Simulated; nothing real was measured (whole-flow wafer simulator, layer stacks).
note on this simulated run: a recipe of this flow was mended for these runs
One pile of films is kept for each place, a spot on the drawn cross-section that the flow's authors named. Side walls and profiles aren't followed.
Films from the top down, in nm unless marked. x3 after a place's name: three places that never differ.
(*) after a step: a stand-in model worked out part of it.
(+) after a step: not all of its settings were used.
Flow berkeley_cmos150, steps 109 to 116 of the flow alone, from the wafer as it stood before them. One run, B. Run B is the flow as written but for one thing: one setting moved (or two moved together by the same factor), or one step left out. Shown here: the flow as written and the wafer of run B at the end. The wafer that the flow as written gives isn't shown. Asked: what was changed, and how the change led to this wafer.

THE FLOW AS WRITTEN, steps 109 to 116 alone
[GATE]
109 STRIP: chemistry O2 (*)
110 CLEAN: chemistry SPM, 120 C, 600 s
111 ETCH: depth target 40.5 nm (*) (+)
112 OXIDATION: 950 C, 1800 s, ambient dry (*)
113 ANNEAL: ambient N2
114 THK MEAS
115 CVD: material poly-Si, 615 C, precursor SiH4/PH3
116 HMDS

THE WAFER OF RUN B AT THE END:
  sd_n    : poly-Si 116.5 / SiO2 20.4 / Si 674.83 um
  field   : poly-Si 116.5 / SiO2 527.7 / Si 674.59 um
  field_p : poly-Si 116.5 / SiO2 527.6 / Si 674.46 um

The cause: step 115, CVD: 583 C was run, where the flow has 615 C.

How the change led to this, step by step:
  115 CVD: material poly-Si, 615 C, precursor SiH4/PH3
      field, field_p, sd_n, gate_n, sd_p x2, contact, m1: poly-Si +116.5 (new film) (as written it would be: poly-Si +251.5 (new film))
